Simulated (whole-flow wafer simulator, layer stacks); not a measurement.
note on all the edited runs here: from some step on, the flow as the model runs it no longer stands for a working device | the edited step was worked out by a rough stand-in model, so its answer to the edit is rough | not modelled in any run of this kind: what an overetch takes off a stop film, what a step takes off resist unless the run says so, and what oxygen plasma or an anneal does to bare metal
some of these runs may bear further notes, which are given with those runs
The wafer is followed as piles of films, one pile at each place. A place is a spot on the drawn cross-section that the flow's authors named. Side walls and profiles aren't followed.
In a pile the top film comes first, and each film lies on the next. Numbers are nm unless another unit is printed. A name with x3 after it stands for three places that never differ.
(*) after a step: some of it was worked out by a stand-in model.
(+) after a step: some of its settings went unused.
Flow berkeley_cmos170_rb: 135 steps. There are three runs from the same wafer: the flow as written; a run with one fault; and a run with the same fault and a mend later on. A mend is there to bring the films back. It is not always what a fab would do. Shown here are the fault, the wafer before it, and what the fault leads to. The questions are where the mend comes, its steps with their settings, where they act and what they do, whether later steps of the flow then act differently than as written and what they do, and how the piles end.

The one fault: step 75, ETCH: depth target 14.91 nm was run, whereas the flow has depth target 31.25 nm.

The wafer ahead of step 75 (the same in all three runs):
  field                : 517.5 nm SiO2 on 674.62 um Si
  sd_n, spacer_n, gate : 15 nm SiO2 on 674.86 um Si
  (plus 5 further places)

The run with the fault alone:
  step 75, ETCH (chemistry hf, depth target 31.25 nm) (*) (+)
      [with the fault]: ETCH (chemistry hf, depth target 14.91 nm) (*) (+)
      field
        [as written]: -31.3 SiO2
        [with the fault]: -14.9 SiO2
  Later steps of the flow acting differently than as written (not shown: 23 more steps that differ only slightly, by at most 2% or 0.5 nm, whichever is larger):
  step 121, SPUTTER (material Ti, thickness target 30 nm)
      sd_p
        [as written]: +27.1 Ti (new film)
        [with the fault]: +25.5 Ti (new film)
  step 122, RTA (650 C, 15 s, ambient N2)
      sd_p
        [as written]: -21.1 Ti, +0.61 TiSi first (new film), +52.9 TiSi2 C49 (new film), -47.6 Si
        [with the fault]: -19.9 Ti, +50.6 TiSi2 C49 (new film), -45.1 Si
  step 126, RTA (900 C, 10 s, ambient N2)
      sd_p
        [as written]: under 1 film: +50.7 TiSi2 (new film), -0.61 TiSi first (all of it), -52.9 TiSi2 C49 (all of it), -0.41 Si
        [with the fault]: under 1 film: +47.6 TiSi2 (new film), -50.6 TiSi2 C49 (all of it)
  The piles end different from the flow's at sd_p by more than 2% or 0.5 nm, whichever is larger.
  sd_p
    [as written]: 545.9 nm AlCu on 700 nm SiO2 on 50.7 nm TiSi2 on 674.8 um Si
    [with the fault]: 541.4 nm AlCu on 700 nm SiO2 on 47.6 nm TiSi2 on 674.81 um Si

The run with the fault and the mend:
  After step 75 comes the mend.
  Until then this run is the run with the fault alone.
  step 75a, ETCH (chemistry hf, depth target 16.34 nm) (*) (+) (the flow's step 75 again, with other settings)
      field
        -16.3 SiO2
  Later steps of the flow that are run all act as written at every place that is followed, up to a difference of at most 2% or 0.5 nm, whichever is larger.
  At every place that both follow, the piles at the end match the flow's.
